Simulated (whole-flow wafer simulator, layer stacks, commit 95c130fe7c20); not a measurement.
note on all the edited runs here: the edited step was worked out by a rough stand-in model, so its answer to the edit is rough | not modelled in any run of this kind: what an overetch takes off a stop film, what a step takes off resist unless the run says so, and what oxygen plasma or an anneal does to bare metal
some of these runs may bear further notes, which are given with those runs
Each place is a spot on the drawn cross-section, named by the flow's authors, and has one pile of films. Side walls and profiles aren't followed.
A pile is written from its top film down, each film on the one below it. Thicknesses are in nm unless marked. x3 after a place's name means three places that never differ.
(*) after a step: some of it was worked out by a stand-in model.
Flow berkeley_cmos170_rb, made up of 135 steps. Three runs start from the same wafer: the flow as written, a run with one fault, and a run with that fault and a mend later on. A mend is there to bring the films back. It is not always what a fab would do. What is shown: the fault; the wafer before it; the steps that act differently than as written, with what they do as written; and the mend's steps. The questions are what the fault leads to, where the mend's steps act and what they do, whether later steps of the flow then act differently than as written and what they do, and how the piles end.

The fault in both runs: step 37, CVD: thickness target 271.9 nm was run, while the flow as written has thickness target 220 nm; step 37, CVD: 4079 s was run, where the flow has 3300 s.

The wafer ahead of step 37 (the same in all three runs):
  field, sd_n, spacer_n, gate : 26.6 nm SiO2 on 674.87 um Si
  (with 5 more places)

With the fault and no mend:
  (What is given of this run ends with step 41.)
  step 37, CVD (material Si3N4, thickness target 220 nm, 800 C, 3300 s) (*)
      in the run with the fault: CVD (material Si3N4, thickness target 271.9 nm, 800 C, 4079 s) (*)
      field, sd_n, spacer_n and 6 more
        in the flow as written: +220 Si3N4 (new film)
        in the run with the fault: +271.9 Si3N4 (new film)
  None of the later steps of the flow up to step 41 acts differently than as written at any place that is followed.
  Once step 41 is done, the piles at field, sd_n, spacer_n and 6 more depart from the flow's by more than 2% or 0.5 nm, whichever is larger.
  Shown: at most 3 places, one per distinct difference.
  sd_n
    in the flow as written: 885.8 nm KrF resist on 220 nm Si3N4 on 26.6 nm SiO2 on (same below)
    in the run with the fault: 885.8 nm KrF resist on 271.9 nm Si3N4 on 26.6 nm SiO2 on (same below)
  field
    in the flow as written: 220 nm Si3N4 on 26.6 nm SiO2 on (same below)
    in the run with the fault: 271.9 nm Si3N4 on 26.6 nm SiO2 on (same below)

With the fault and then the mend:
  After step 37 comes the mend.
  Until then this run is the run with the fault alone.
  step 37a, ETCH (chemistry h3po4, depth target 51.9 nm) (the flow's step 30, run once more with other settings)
      field, sd_n, spacer_n and 6 more
        -51.9 Si3N4
  None of the later steps of the flow acts differently than as written at any place that is followed.
  By the end, the piles equal the flow's at every place that both follow.
